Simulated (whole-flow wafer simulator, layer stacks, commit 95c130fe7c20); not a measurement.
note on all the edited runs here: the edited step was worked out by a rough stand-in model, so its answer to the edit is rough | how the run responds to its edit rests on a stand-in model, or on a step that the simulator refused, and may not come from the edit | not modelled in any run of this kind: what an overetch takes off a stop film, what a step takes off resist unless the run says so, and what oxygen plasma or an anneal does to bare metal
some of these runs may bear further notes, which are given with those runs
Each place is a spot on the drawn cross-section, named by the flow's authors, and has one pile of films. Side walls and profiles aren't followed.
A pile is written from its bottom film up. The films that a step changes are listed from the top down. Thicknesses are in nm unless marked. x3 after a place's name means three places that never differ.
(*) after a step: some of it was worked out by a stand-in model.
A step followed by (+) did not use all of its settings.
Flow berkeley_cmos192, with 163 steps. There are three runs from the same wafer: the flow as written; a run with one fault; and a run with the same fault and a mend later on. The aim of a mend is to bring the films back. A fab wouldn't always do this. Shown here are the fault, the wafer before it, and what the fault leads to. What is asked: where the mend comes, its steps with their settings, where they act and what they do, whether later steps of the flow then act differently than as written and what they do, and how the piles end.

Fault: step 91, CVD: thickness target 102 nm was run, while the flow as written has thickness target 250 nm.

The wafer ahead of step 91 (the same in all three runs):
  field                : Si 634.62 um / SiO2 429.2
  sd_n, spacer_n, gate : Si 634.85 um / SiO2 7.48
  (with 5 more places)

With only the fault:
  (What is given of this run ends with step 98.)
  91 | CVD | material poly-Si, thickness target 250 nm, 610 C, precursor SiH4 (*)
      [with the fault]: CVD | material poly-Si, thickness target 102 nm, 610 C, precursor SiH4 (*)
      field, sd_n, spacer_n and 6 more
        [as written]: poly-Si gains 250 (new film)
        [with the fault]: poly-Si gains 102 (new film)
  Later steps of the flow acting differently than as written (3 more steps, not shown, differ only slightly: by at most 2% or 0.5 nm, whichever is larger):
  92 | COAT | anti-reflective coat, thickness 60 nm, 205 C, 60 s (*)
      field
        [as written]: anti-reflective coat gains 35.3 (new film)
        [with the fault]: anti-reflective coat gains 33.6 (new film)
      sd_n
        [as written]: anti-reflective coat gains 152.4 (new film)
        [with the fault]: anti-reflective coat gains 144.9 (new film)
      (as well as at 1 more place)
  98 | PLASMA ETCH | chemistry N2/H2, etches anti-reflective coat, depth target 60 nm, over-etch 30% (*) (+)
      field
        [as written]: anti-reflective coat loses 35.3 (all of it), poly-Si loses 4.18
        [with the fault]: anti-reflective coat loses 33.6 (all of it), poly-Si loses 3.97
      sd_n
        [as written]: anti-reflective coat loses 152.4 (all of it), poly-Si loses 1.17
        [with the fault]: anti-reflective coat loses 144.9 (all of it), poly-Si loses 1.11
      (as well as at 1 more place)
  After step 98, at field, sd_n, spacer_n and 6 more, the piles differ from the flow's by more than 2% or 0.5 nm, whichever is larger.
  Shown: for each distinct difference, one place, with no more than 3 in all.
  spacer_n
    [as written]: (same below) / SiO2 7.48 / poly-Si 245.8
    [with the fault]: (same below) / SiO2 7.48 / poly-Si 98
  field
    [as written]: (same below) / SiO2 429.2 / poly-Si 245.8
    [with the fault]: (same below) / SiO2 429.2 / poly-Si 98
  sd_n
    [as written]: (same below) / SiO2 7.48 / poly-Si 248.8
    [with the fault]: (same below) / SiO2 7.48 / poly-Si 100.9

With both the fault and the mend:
  The mend stands after step 91.
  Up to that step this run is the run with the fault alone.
  91a | CVD | material poly-Si, thickness target 148 nm, 610 C, precursor SiH4 (*) (the flow's step 91 again, with other settings)
      field, sd_n, spacer_n and 6 more
        poly-Si gains 148
  Later steps of the flow that are run all act as written at every place that is followed, up to a difference of at most 2% or 0.5 nm, whichever is larger.
  At every place that both follow, the piles at the end match the flow's.
